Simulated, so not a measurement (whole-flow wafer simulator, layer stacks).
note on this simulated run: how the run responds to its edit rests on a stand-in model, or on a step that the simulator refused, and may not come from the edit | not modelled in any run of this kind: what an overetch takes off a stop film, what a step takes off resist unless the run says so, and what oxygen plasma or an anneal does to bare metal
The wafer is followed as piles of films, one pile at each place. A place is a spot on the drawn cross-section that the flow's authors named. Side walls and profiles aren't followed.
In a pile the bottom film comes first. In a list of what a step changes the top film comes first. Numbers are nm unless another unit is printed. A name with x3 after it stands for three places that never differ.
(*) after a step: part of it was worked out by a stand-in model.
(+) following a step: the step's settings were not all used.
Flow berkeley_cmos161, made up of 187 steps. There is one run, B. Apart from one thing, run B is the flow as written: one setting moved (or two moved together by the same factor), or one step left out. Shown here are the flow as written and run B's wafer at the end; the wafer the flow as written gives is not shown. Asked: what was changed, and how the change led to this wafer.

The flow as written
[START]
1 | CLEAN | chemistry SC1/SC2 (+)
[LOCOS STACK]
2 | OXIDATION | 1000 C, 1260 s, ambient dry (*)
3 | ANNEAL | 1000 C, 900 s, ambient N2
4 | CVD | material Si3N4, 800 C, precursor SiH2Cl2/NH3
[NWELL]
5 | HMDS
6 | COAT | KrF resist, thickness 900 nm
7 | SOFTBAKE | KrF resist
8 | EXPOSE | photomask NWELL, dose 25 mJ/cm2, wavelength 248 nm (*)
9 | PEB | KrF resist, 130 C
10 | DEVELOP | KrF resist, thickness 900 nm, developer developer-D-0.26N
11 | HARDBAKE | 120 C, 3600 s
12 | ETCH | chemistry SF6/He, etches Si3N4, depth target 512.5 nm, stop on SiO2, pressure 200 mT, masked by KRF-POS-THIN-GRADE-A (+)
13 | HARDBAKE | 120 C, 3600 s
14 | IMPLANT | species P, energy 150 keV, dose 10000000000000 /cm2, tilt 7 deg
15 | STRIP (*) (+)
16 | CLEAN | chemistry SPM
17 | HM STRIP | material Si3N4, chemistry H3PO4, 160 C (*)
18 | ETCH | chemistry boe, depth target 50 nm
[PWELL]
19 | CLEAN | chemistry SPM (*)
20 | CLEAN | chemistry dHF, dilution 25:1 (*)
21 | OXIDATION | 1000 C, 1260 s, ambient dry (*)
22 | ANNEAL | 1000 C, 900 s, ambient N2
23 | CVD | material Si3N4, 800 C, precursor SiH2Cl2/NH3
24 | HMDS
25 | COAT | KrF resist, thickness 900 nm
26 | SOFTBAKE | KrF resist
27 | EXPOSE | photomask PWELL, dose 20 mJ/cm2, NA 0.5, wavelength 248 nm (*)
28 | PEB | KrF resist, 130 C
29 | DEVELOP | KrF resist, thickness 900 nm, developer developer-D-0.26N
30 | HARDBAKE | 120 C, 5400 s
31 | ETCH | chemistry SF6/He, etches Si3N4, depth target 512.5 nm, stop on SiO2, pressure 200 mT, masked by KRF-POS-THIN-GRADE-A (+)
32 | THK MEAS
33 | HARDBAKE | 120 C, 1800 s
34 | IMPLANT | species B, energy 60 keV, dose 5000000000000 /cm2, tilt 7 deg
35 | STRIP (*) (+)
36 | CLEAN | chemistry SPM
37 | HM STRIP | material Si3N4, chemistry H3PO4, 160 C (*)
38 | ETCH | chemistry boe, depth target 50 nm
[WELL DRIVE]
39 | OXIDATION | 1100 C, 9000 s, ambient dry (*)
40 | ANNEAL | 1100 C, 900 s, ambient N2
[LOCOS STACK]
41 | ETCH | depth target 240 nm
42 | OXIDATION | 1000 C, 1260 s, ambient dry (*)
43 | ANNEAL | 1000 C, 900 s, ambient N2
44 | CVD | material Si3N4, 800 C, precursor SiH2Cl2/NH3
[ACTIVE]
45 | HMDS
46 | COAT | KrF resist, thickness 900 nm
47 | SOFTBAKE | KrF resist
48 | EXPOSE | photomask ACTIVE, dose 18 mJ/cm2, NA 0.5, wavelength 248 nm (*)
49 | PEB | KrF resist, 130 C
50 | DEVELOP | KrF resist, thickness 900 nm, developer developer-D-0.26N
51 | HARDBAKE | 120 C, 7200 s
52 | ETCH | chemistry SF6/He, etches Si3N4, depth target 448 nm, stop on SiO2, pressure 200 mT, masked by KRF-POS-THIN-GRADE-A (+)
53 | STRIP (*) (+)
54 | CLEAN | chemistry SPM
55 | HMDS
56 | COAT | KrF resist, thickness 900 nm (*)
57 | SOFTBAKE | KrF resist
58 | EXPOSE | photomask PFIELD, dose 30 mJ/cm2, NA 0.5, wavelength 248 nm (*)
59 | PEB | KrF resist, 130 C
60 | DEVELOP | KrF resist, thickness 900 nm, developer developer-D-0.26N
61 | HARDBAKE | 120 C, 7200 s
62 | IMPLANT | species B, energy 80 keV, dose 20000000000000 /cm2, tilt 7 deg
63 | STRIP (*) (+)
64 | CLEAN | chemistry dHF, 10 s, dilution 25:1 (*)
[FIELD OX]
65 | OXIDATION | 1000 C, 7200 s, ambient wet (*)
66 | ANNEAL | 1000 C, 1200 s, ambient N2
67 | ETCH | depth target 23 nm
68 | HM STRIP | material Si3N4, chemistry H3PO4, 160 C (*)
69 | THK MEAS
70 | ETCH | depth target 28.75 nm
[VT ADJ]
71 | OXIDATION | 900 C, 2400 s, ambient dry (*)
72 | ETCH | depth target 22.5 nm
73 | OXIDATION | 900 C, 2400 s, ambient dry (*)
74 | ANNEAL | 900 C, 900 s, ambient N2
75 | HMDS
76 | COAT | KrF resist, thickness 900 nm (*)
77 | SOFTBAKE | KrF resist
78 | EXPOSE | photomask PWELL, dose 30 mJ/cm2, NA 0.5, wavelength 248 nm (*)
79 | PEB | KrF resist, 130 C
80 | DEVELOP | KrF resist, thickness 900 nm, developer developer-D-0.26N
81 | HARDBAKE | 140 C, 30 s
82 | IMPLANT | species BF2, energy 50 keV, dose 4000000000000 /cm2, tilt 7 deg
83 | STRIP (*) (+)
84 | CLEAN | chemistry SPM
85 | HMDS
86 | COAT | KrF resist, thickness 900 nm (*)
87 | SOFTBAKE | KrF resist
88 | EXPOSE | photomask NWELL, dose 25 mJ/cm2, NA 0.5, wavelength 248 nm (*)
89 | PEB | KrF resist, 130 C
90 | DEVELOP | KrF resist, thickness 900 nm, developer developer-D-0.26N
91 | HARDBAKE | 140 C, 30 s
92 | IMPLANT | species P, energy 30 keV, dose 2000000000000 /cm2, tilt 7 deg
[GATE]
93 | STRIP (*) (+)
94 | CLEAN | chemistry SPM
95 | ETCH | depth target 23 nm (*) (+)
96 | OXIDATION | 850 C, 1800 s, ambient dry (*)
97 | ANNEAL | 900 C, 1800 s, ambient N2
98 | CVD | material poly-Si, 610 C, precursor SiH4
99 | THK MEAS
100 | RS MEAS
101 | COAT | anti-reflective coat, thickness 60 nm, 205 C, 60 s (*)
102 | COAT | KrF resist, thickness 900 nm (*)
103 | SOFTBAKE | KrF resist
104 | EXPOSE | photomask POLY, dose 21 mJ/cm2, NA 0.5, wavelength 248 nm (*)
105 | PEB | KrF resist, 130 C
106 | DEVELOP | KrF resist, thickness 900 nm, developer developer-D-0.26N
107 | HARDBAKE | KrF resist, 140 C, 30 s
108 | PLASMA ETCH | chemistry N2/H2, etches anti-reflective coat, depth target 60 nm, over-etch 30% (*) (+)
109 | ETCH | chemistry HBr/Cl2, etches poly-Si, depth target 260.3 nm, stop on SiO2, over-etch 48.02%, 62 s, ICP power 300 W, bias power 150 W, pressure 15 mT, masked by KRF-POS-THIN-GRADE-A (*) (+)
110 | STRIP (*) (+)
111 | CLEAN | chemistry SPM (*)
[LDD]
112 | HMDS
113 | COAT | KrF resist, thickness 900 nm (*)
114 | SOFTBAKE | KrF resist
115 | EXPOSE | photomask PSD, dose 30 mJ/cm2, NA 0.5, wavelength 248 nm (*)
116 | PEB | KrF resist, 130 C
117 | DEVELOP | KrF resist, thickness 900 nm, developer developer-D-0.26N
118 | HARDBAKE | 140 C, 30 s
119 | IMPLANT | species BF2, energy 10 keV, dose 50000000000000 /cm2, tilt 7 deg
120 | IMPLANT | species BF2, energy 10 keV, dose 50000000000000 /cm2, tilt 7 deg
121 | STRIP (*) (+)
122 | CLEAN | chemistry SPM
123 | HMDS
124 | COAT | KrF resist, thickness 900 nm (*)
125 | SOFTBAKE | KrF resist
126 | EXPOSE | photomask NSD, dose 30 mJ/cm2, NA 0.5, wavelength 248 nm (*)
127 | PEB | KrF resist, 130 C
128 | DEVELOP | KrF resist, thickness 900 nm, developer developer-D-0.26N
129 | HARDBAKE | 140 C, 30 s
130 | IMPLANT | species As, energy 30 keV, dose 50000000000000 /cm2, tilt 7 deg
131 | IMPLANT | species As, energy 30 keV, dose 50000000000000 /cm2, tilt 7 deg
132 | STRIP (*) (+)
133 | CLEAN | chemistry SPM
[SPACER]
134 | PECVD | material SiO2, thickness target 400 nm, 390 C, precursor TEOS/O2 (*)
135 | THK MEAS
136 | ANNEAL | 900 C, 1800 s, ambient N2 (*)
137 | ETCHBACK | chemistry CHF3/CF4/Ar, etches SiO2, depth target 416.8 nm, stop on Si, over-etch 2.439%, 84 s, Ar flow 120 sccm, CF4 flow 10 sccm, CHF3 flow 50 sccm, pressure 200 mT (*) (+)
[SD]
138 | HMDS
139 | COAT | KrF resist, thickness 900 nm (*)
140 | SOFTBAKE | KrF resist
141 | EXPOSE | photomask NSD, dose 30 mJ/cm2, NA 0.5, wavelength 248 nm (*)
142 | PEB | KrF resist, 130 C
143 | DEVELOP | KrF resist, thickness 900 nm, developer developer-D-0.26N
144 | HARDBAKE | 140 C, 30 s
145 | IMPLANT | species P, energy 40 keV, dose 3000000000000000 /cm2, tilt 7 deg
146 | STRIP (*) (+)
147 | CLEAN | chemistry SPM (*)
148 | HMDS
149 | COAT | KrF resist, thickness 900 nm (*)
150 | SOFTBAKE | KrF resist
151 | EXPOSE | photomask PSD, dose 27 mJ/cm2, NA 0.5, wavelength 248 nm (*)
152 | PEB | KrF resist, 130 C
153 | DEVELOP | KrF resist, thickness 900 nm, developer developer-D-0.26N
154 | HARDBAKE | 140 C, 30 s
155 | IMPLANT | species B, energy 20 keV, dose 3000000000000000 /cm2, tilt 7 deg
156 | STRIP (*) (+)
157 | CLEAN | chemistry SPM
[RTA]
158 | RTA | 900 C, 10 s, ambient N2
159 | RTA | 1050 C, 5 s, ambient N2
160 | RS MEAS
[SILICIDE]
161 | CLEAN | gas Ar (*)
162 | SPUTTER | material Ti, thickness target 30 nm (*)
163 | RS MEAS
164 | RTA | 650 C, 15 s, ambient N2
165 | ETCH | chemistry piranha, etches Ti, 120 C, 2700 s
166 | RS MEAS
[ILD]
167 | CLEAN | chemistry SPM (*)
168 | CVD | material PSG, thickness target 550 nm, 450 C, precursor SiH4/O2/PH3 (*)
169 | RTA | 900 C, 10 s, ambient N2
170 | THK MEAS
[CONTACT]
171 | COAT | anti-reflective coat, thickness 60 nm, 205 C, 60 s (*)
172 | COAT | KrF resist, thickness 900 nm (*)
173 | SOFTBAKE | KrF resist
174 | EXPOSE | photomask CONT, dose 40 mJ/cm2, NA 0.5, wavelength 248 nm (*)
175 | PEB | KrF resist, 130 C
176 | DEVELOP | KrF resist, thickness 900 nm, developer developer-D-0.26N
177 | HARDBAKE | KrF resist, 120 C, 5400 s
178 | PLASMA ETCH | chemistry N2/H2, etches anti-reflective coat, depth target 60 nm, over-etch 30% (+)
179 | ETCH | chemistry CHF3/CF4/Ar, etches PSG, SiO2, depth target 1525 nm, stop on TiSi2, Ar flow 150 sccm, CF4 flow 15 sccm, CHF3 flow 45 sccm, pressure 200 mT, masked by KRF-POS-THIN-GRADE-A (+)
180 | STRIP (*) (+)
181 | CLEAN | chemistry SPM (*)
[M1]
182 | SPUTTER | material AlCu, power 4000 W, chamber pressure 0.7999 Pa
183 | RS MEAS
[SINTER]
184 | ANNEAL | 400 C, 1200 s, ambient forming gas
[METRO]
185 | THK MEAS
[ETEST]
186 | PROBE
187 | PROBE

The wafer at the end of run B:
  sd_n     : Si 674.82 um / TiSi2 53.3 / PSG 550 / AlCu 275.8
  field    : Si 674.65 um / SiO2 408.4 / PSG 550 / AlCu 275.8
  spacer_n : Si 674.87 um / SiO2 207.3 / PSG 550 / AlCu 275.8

The reason: step 17, HM STRIP: material Si3N4, chemistry H3PO4, 160 C (*), was not run.

How this came from the change, step by step:
  18 | ETCH | chemistry boe, depth target 50 nm
      field, sd_n, spacer_n, gate_n, contact, m1: nothing (as written it would have been: -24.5 SiO2 (all of it))
      sd_p, spacer_p, gate_p: -23.9 SiO2 (all of it) (as written it would have been: -14.3 SiO2 (all of it))
  19 | CLEAN | chemistry SPM (*)
      field, sd_n, spacer_n, gate_n, contact, m1: nothing (as written it would have been: +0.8 chemical SiO2 (new film), -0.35 Si)
  20 | CLEAN | chemistry dHF, dilution 25:1 (*)
      field, sd_n, spacer_n, gate_n, contact, m1: -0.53 Si3N4 (as written it would have been: -0.8 chemical SiO2 (all of it))
  21 | OXIDATION | 1000 C, 1260 s, ambient dry (*)
      field, sd_n, spacer_n, gate_n, contact, m1: nothing (as written it would have been: +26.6 SiO2 (new film), -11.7 Si)
  23 | CVD | material Si3N4, 800 C, precursor SiH2Cl2/NH3
      field, sd_n, spacer_n, gate_n, contact, m1: +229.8 Si3N4 (as written it would have been: +229.8 Si3N4 (new film))
  25 | COAT | KrF resist, thickness 900 nm
      sd_n: +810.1 KrF resist (new film) (as written it would have been: +900 KrF resist (new film))
      sd_p: +1032.2 KrF resist (new film) (as written it would have been: +900 KrF resist (new film))
      (as well as at 2 more places)
  29 | DEVELOP | KrF resist, thickness 900 nm, developer developer-D-0.26N
      sd_n: -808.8 KrF resist (all of it) (as written it would have been: -898.6 KrF resist (all of it))
  31 | ETCH | chemistry SF6/He, etches Si3N4, depth target 512.5 nm, stop on SiO2, pressure 200 mT, masked by KRF-POS-THIN-GRADE-A (+)
      field, sd_n, spacer_n, gate_n, contact: -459 Si3N4 (all of it), -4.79 SiO2 (as written it would have been: -229.8 Si3N4 (all of it), -4.8 SiO2)
      sd_p, spacer_p, gate_p, m1: -512.5 KrF resist (as written it would have been: -263.3 KrF resist)
  35 | STRIP (*) (+)
      sd_p: -500.8 KrF resist (all of it) (as written it would have been: -618.4 KrF resist (all of it))
      spacer_p: -466.2 KrF resist (all of it) (as written it would have been: -618.4 KrF resist (all of it))
      (as well as at 2 more places)
  37 | HM STRIP | material Si3N4, chemistry H3PO4, 160 C (*)
      field, sd_n, spacer_n, gate_n, contact: -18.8 SiO2 (as written it would have been: -9.56 SiO2)
      m1: -459 Si3N4 (all of it), -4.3 SiO2 (as written it would have been: -229.8 Si3N4 (all of it), -2.15 SiO2)
  38 | ETCH | chemistry boe, depth target 50 nm
      field, sd_n, spacer_n, gate_n, contact: -3.01 SiO2 (all of it) (as written it would have been: -12.2 SiO2 (all of it))
      m1: -22.3 SiO2 (all of it) (as written it would have been: -24.4 SiO2 (all of it))
  65 | OXIDATION | 1000 C, 7200 s, ambient wet (*)
      sd_p: +12.1 SiO2 (new film), -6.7 Si3N4 (as written it would have been: +12.1 SiO2 (new film), -6.7 Si3N4, +0.25 SiO2, -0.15 Si)
  101 | COAT | anti-reflective coat, thickness 60 nm, 205 C, 60 s (*)
      spacer_p: +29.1 anti-reflective coat (new film) (as written it would have been: +30.4 anti-reflective coat (new film))
      gate_p: +26.9 anti-reflective coat (new film) (as written it would have been: +27.9 anti-reflective coat (new film))
  108 | PLASMA ETCH | chemistry N2/H2, etches anti-reflective coat, depth target 60 nm, over-etch 30% (*) (+)
      spacer_p: -29.1 anti-reflective coat (all of it), -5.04 poly-Si (as written it would have been: -30.4 anti-reflective coat (all of it), -5 poly-Si)
  110 | STRIP (*) (+)
      gate_p: +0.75 chemical SiO2 (new film), -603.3 KrF resist (all of it), -26.9 anti-reflective coat (all of it), -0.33 poly-Si (as written it would have been: +0.75 chemical SiO2 (new film), -598.2 KrF resist (all of it), -27.9 anti-reflective coat (all of it), -0.33 poly-Si)
